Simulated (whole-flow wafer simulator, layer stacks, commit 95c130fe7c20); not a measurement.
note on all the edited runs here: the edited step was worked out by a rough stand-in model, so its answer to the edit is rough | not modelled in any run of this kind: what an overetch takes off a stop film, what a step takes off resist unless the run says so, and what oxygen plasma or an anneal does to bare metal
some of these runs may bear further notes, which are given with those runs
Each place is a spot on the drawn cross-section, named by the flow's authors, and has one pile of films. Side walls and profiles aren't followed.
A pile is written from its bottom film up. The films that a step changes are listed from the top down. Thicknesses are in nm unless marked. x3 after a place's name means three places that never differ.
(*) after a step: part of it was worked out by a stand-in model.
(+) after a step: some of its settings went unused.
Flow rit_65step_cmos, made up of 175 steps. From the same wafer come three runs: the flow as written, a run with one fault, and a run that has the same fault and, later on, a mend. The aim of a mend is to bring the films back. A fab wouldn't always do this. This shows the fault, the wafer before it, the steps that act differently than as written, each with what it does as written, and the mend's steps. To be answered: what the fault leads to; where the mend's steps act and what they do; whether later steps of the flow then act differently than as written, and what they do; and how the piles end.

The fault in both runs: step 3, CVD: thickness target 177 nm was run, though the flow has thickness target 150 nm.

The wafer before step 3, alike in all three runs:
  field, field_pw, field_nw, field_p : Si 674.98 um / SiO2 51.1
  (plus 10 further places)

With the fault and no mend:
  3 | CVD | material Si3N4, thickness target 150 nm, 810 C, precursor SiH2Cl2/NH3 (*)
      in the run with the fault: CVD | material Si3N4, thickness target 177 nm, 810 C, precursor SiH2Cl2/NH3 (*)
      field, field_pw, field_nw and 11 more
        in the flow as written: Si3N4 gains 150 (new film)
        in the run with the fault: Si3N4 gains 177 (new film)
  Steps further on in the flow that do not act as written (55 other steps are not shown; they differ only slightly, by no more than 2% or 0.5 nm, whichever is larger):
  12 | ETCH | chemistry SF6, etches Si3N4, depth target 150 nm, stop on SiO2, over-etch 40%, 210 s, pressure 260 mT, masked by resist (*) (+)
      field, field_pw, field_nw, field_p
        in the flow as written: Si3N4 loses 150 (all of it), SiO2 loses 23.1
        in the run with the fault: Si3N4 loses 177 (all of it), SiO2 loses 12.7
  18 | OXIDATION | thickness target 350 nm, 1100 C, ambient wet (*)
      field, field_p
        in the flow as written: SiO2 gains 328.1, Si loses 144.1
        in the run with the fault: SiO2 gains 320.6, Si loses 140.8
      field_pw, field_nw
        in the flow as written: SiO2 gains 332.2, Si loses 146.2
        in the run with the fault: SiO2 gains 324.6, Si loses 142.8
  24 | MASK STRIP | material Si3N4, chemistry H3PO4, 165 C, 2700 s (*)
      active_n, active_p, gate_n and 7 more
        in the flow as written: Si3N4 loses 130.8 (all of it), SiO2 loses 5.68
        in the run with the fault: Si3N4 loses 157.8 (all of it), SiO2 loses 4.65
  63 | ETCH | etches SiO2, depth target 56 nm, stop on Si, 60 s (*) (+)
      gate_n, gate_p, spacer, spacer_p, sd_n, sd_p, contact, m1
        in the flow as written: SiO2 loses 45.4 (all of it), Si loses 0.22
        in the run with the fault: SiO2 loses 46.5 (all of it), Si loses 0.2
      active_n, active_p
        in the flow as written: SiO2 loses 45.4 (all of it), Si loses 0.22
        in the run with the fault: SiO2 loses 46.4 (all of it), Si loses 0.2
  At the end the piles are close to the flow's at the places that both follow, differing by at most 2% or 0.5 nm, whichever is larger.

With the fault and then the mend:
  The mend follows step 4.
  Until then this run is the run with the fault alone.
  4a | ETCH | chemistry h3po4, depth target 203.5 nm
      field, field_pw, field_nw and 11 more
        Si3N4 loses 177 (all of it)
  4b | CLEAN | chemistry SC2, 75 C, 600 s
      alters no film at any place that is followed
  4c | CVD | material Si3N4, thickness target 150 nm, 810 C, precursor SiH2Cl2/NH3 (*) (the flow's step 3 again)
      field, field_pw, field_nw and 11 more
        Si3N4 gains 150 (new film)
  Later steps of the flow that are run all act as written at every place that is followed.
  By the end, the piles equal the flow's at every place that both follow.
